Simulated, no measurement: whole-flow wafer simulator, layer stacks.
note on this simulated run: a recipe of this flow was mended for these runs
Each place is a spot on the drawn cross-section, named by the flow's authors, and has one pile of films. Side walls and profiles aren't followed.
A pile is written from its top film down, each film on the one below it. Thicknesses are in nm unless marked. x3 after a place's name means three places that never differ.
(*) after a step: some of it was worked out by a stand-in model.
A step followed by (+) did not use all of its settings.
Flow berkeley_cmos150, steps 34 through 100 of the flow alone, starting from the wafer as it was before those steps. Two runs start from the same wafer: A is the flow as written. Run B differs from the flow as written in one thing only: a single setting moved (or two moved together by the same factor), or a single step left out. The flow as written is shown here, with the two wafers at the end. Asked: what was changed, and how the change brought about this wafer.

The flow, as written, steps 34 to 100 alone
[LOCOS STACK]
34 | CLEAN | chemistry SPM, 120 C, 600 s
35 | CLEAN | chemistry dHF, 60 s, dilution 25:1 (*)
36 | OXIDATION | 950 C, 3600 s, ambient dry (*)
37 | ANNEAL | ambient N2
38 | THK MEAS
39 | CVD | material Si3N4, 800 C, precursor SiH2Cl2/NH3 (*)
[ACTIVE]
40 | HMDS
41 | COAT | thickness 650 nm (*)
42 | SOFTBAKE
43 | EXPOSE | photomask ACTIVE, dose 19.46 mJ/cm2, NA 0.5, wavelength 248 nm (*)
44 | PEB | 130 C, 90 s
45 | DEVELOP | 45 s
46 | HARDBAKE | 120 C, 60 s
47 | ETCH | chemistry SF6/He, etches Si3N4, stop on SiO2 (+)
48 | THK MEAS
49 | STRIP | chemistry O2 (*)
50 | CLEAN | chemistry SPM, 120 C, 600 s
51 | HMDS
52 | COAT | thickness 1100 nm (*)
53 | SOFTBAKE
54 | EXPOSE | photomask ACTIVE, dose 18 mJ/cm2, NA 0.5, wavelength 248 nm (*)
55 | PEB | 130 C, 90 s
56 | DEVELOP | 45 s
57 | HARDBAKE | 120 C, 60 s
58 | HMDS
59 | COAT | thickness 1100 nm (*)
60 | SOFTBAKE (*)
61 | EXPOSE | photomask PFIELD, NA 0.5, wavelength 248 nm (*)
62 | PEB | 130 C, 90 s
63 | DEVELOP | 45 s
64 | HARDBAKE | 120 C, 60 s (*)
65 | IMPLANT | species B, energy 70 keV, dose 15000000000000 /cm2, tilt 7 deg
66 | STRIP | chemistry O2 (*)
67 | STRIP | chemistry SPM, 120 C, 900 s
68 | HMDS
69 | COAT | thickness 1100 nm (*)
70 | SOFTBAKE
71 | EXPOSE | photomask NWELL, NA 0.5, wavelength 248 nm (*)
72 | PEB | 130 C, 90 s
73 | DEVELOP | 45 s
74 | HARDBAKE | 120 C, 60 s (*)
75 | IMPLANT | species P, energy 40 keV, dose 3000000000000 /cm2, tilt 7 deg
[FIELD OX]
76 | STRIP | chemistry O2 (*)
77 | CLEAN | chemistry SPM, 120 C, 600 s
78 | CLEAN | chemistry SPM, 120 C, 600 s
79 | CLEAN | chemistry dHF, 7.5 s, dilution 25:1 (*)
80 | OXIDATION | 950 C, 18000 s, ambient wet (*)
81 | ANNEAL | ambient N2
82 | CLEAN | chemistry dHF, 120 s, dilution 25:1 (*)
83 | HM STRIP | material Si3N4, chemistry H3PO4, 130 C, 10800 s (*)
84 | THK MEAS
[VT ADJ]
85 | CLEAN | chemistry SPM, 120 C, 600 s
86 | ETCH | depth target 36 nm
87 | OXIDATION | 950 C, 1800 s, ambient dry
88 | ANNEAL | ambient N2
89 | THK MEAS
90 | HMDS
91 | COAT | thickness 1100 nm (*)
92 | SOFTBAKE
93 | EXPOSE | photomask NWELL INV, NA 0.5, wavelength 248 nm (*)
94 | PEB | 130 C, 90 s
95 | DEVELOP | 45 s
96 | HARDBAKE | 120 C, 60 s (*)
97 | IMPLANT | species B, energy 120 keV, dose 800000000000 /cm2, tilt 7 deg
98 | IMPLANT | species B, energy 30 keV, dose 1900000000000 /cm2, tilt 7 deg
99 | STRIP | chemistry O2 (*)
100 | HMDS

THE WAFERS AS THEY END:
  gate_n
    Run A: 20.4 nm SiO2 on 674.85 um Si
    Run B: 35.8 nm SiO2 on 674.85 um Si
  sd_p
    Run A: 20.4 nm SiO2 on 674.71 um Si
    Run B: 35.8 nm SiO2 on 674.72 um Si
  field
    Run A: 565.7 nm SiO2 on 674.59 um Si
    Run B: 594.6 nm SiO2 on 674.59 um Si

What caused this: step 86, ETCH: depth target 7 nm was run, while the flow as written has depth target 36 nm.

Step by step, how the change led to this:
  86 | ETCH | depth target 36 nm
      gate_n, sd_p, gate_p, contact, m1: A SiO2 loses 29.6 (all of it) | B SiO2 loses 7
      field, field_p, sd_n: A SiO2 loses 36 | B SiO2 loses 7
  87 | OXIDATION | 950 C, 1800 s, ambient dry
      gate_n, sd_p, gate_p, contact, m1: A SiO2 gains 20.4 (new film), Si loses 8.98 | B SiO2 gains 13.2, Si loses 5.82
      sd_n: A SiO2 gains 12.1, Si loses 5.32 | B SiO2 gains 8.39, Si loses 3.69
